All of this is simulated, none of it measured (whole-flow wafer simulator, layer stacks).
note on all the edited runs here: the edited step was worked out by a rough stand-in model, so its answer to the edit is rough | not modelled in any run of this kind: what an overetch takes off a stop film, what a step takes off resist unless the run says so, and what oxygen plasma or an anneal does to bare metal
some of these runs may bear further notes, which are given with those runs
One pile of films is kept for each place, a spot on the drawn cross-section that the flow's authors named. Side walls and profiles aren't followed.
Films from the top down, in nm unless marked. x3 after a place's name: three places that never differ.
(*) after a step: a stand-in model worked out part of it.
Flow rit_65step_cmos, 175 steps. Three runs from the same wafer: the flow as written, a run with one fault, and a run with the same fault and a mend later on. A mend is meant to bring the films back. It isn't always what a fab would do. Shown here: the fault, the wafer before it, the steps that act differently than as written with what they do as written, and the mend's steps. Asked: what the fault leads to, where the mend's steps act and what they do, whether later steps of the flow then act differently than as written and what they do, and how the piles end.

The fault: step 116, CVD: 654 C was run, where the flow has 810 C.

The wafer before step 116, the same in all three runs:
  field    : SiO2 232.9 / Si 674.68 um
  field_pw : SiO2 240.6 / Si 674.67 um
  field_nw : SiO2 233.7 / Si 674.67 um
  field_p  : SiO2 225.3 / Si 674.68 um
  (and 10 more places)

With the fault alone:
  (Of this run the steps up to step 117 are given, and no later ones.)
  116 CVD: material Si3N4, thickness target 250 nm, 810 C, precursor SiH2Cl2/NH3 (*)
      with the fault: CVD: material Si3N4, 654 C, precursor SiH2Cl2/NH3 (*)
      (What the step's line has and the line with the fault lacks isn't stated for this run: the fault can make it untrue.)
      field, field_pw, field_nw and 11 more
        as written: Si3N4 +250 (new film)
        with the fault: Si3N4 +12.2 (new film)
  No later step of the flow up to step 117 acts differently than as written at any place that is followed.
  After step 117 the piles differ from the flow's by more than 2% or 0.5 nm, whichever is larger, at field, field_pw, field_nw and 11 more.
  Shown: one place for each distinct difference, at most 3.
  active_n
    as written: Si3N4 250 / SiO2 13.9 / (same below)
    with the fault: Si3N4 12.2 / SiO2 13.9 / (same below)
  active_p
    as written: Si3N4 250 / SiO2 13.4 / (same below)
    with the fault: Si3N4 12.2 / SiO2 13.4 / (same below)
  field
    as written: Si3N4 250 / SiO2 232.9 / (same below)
    with the fault: Si3N4 12.2 / SiO2 232.9 / (same below)

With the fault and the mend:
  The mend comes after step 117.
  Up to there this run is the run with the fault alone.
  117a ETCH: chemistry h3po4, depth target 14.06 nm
      field, field_pw, field_nw and 11 more
        Si3N4 -12.2 (all of it)
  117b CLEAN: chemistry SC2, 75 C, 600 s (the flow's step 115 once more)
      changes no film at any place that is followed
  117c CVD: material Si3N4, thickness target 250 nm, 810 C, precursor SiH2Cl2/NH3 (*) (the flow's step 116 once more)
      field, field_pw, field_nw and 11 more
        Si3N4 +250 (new film)
  No later step of the flow acts differently than as written at any place that is followed.
  At the end the piles are the same as the flow's at every place that both follow.
